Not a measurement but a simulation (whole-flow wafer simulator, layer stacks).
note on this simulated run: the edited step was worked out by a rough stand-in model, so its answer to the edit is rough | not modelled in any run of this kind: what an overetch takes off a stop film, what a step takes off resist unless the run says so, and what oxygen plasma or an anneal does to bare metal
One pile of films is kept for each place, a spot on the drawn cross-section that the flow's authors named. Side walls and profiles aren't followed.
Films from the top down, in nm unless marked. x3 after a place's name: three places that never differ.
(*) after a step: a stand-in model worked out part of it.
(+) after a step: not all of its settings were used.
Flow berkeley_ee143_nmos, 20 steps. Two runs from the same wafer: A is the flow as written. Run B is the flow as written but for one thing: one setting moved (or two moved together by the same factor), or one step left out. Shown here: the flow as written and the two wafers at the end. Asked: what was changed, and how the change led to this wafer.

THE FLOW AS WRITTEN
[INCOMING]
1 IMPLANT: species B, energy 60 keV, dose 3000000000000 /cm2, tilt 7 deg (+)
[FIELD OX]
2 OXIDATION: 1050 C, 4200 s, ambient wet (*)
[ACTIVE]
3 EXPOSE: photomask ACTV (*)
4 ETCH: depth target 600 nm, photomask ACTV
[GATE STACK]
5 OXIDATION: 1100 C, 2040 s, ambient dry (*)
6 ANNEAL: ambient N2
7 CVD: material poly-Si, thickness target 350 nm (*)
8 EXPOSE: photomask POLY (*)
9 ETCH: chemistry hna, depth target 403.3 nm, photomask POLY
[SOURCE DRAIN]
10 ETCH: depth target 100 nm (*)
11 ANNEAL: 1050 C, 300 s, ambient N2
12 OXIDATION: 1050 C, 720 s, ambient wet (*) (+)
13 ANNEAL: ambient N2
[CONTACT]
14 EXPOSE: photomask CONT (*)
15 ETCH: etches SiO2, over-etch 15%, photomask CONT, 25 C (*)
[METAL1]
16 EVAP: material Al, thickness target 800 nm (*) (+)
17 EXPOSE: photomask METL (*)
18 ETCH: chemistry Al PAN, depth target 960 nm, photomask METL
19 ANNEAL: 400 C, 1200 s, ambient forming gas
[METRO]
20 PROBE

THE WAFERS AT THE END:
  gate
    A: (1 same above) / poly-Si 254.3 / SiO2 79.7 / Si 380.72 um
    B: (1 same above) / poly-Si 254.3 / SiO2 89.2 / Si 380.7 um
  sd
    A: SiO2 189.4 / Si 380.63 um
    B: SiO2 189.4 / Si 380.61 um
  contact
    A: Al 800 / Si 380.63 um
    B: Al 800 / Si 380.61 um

The cause: step 2, OXIDATION: 5040 s was run, where the flow has 4200 s.

How the change led to this, step by step:
  2 OXIDATION: 1050 C, 4200 s, ambient wet (*)
      gate, sd, contact, field: A SiO2 +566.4 (new film), chemical SiO2 -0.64 (all of it), Si -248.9 | B SiO2 +630.9 (new film), chemical SiO2 -0.64 (all of it), Si -277.3
  4 ETCH: depth target 600 nm, photomask ACTV
      gate, sd, contact: A SiO2 -566.4 (all of it) | B SiO2 -600
  5 OXIDATION: 1100 C, 2040 s, ambient dry (*)
      gate, sd, contact: A SiO2 +79.7 (new film), Si -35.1 | B SiO2 +58.3, Si -25.7
      field: A SiO2 +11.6, Si -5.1 | B SiO2 +10.6, Si -4.65
  10 ETCH: depth target 100 nm (*)
      sd, contact: A SiO2 -79.7 (all of it) | B SiO2 -89.2 (all of it)
  12 OXIDATION: 1050 C, 720 s, ambient wet (*) (+)
      field: A SiO2 +69.1, Si -30.4 | B SiO2 +63.3, Si -27.9
